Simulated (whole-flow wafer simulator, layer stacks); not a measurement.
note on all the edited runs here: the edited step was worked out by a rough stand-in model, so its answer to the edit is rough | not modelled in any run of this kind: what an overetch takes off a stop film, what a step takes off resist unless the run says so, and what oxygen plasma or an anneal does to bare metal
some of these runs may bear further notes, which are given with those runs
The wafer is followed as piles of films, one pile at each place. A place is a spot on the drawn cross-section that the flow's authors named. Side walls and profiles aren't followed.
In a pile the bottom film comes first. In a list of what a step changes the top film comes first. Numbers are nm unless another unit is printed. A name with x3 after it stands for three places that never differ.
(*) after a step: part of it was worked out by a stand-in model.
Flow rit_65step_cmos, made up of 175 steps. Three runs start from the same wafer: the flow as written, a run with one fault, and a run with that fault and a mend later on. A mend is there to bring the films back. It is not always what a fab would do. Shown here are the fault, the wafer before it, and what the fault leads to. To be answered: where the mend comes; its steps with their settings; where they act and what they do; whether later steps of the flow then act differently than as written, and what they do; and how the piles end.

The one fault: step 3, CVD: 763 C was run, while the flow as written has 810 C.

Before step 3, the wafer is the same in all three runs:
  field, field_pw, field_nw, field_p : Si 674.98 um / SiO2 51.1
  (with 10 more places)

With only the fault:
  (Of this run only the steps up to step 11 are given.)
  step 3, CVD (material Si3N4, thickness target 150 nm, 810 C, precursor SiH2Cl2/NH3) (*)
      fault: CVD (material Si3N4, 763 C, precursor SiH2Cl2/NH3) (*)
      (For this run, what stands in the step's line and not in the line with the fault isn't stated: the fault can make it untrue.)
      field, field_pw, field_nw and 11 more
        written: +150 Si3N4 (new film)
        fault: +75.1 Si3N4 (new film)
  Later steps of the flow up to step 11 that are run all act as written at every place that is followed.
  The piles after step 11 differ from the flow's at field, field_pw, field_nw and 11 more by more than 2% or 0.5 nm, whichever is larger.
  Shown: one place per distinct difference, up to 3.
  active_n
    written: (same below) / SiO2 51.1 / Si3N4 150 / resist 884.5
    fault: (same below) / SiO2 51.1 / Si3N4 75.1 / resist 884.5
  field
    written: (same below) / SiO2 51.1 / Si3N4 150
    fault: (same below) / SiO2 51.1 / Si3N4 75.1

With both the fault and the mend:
  After step 4 comes the mend.
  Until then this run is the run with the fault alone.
  step 4a, ETCH (chemistry h3po4, depth target 86.4 nm)
      field, field_pw, field_nw and 11 more
        -75.1 Si3N4 (all of it)
  step 4b, CLEAN (chemistry SC2, 75 C, 600 s)
      does not change any film at any place that is followed
  step 4c, CVD (material Si3N4, thickness target 150 nm, 810 C, precursor SiH2Cl2/NH3) (*) (the flow's step 3, run once more)
      field, field_pw, field_nw and 11 more
        +150 Si3N4 (new film)
  Later steps of the flow that are run all act as written at every place that is followed.
  By the end, the piles equal the flow's at every place that both follow.
